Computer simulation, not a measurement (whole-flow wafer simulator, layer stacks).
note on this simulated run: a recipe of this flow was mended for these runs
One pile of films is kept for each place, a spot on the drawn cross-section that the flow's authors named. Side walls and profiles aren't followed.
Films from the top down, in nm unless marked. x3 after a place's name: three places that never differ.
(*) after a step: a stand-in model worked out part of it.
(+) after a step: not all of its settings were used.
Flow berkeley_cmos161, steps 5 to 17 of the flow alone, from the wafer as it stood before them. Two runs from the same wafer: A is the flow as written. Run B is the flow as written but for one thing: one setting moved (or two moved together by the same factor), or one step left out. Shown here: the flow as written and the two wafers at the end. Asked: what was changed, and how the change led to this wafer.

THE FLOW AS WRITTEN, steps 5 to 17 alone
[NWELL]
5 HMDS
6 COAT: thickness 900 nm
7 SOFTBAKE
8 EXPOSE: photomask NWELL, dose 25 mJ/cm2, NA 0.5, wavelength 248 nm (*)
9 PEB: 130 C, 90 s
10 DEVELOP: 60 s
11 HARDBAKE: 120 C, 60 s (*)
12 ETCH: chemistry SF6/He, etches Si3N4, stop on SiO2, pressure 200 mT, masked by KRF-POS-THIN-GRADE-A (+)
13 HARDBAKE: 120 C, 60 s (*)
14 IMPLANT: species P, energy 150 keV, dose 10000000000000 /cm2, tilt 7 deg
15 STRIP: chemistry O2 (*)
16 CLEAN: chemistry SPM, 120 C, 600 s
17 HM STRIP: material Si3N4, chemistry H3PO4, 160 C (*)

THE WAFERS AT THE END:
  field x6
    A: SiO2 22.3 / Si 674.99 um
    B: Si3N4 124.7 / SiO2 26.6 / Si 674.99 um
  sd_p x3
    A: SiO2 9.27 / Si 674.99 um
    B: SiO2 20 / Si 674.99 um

The cause: step 17, HM STRIP: 128 C was run, where the flow has 160 C.

How the change led to this, step by step:
  17 HM STRIP: material Si3N4, chemistry H3PO4, 160 C (*)
      field x6: A Si3N4 -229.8 (all of it), SiO2 -4.31 | B Si3N4 -105.1
      sd_p x3: A SiO2 -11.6 | B SiO2 -0.9
